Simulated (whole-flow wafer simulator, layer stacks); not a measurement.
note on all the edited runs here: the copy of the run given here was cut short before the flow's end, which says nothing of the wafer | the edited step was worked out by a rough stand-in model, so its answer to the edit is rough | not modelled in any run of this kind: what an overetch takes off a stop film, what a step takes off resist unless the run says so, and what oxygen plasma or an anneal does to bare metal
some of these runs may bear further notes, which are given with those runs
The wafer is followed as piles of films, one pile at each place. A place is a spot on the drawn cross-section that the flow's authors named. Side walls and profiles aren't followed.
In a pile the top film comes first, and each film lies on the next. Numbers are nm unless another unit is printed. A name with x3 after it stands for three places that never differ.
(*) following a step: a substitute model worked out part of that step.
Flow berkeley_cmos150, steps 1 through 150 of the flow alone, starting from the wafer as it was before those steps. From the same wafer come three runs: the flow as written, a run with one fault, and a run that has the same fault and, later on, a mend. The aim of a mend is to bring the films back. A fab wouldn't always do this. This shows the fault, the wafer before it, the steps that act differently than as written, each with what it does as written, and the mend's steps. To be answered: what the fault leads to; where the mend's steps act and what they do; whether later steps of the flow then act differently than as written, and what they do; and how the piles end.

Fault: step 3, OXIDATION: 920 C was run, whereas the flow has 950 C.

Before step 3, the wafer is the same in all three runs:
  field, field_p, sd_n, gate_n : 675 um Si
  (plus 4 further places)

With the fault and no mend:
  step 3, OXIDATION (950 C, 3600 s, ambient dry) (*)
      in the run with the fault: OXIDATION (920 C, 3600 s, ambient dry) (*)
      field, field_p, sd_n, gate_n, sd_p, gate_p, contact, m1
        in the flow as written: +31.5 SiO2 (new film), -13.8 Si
        in the run with the fault: +23.4 SiO2 (new film), -10.3 Si
  Steps later in the flow that act otherwise than as written (not shown: 34 more steps that differ only slightly, by at most 2% or 0.5 nm, whichever is larger):
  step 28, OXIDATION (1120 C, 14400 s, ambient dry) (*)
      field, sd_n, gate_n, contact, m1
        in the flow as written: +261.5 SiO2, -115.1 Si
        in the run with the fault: +268.1 SiO2, -118 Si
  At the end the piles are close to the flow's at the places that both follow, differing by at most 2% or 0.5 nm, whichever is larger.

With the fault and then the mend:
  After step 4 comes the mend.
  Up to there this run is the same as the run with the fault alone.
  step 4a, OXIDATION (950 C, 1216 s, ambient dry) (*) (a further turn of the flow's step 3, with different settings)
      field, field_p, sd_n, gate_n, sd_p, gate_p, contact, m1
        +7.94 SiO2, -3.5 Si
  Every later step of the flow that is run acts as written, at every place that is followed, to within 2% or 0.5 nm, whichever is larger.
  The piles end the same as the flow's at every place that both follow.
